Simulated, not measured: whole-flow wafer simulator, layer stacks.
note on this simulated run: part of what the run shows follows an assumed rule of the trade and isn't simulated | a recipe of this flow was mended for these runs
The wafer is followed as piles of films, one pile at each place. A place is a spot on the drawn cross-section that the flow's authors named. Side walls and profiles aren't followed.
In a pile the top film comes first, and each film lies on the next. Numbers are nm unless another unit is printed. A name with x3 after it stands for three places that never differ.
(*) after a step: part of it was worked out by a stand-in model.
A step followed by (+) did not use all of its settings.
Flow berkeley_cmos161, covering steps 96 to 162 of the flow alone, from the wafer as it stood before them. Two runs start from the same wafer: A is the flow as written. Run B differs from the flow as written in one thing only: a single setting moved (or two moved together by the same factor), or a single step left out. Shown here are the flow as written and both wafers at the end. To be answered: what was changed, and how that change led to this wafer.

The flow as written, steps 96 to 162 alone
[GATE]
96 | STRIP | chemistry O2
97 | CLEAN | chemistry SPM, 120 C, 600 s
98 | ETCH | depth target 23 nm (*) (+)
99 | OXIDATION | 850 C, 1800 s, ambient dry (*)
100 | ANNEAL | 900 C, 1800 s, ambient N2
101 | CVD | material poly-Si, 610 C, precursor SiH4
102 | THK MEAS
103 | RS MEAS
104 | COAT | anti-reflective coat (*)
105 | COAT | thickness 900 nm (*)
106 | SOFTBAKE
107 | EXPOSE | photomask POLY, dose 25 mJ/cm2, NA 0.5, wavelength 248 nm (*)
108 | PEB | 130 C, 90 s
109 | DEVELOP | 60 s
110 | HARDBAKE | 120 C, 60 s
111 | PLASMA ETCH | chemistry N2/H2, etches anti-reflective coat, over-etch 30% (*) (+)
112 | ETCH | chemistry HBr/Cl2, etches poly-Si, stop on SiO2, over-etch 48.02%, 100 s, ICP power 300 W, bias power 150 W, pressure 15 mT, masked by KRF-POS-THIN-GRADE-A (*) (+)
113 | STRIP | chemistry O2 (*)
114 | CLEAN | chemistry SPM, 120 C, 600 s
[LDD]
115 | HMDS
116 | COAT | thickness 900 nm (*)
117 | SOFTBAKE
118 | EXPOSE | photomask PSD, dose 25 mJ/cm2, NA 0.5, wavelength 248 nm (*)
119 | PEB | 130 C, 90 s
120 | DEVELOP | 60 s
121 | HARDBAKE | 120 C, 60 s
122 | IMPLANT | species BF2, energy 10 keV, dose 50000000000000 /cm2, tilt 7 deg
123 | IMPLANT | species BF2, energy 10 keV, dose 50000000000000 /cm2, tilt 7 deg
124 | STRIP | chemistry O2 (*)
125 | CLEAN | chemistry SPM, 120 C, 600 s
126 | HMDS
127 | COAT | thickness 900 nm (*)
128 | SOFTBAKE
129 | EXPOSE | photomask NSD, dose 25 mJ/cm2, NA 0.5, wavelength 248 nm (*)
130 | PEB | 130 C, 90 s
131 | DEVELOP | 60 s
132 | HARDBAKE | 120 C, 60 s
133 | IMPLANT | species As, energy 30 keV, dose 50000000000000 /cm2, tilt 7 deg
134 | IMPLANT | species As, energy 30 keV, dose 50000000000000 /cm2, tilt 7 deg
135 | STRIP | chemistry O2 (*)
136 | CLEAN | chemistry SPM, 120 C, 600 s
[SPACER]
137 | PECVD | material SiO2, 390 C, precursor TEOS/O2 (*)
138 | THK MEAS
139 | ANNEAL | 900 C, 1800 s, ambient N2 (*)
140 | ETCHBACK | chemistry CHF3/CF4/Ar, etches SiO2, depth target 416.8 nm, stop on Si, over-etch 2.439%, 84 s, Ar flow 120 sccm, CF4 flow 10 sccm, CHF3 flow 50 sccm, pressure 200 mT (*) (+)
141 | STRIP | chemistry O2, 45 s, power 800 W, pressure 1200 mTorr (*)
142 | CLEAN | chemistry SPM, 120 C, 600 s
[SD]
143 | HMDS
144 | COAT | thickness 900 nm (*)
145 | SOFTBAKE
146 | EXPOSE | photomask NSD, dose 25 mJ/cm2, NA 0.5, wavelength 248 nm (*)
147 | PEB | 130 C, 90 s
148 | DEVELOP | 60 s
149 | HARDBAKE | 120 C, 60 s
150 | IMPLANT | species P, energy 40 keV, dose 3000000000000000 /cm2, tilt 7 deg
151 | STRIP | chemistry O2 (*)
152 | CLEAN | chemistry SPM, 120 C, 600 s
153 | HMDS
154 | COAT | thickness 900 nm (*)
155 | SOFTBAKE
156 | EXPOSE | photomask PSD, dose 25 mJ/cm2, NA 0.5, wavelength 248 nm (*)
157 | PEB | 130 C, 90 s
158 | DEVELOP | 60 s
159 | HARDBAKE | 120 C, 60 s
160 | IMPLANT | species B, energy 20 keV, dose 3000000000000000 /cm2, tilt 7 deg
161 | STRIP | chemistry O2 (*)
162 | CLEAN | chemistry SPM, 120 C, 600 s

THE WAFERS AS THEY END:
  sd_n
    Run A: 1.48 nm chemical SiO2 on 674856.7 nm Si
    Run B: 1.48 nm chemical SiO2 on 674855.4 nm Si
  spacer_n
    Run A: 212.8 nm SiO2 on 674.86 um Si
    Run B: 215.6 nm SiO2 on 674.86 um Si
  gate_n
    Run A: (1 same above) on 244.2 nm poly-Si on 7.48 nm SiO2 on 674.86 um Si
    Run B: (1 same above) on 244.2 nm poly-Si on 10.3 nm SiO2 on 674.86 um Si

The reason: step 99, OXIDATION: 881 C was run, whereas the flow has 850 C.

How this came from the change, step by step:
  99 | OXIDATION | 850 C, 1800 s, ambient dry (*)
      sd_n, spacer_n, gate_n, sd_p, spacer_p, gate_p, contact, m1: A +7.48 SiO2 (new film), -3.29 Si | B +10.3 SiO2 (new film), -4.53 Si
